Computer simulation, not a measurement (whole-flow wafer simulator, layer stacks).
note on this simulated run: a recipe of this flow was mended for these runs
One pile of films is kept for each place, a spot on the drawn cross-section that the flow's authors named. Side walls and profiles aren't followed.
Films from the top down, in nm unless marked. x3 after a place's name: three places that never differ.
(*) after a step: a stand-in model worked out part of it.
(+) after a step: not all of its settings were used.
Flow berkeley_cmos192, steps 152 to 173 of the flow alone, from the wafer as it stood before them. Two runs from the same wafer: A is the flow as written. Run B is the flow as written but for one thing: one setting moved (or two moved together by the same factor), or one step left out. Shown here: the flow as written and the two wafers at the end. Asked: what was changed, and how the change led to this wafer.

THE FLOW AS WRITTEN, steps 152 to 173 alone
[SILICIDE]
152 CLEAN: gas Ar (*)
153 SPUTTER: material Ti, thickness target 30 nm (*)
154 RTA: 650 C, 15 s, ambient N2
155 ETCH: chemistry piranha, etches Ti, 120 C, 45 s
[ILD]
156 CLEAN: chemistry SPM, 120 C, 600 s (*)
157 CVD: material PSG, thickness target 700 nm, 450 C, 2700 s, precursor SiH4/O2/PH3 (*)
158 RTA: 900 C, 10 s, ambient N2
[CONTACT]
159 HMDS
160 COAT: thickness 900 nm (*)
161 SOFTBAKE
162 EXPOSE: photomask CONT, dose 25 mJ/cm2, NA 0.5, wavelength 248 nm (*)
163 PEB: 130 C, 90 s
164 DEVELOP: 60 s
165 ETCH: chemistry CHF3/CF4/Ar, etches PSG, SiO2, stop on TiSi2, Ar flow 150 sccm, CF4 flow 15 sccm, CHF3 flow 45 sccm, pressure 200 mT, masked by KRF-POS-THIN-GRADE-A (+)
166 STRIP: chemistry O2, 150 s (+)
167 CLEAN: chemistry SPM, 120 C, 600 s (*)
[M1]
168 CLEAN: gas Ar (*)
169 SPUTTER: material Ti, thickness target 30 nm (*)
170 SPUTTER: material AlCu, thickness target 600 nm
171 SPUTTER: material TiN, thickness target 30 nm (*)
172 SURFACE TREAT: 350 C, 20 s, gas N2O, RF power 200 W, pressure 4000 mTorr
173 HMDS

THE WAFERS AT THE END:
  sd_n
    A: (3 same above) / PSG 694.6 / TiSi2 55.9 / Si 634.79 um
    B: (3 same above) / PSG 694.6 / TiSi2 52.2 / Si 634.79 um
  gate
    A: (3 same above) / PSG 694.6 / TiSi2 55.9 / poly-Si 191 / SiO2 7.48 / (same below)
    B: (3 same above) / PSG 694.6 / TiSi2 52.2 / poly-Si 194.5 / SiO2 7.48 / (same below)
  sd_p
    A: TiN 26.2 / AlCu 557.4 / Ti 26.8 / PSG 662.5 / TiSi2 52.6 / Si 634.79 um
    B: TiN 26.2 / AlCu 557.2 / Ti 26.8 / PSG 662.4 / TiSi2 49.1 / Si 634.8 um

The cause: step 153, SPUTTER: thickness target 28 nm was run, where the flow has thickness target 30 nm.

How the change led to this, step by step:
  153 SPUTTER: material Ti, thickness target 30 nm (*)
      field, sd_n, spacer_n, gate, spacer_p, gate_p, contact, m1: A Ti +30 (new film) | B Ti +28 (new film)
      sd_p: A Ti +28.2 (new film) | B Ti +26.3 (new film)
  154 RTA: 650 C, 15 s, ambient N2
      sd_p: A Ti -22, TiSi first +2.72 (new film), TiSi2 C49 +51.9 (new film), Si -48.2 | B Ti -20.5, TiSi2 C49 +52.2 (new film), Si -46.6
      sd_n, contact, m1: A Ti -23.4, TiSi first +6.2 (new film), TiSi2 C49 +50.3 (new film), Si -49 | B Ti -21.8, TiSi first +2.3 (new film), TiSi2 C49 +52.1 (new film), Si -48
      (and at 2 more places)
  155 ETCH: chemistry piranha, etches Ti, 120 C, 45 s
      field, spacer_n, spacer_p: A Ti -30 (all of it) | B Ti -28 (all of it)
  158 RTA: 900 C, 10 s, ambient N2
      sd_p: A under 1 film: TiSi2 +52.6 (new film), TiSi first -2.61 (all of it), TiSi2 C49 -51.9 (all of it), Si -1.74 | B under 1 film: TiSi2 +49.1 (new film), TiSi2 C49 -52.1 (all of it)
      sd_n, contact, m1: A under 1 film: TiSi2 +55.9 (new film), TiSi first -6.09 (all of it), TiSi2 C49 -50.3 (all of it), Si -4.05 | B under 1 film: TiSi2 +52.2 (new film), TiSi first -2.2 (all of it), TiSi2 C49 -52.1 (all of it), Si -1.46
      (and at 2 more places)
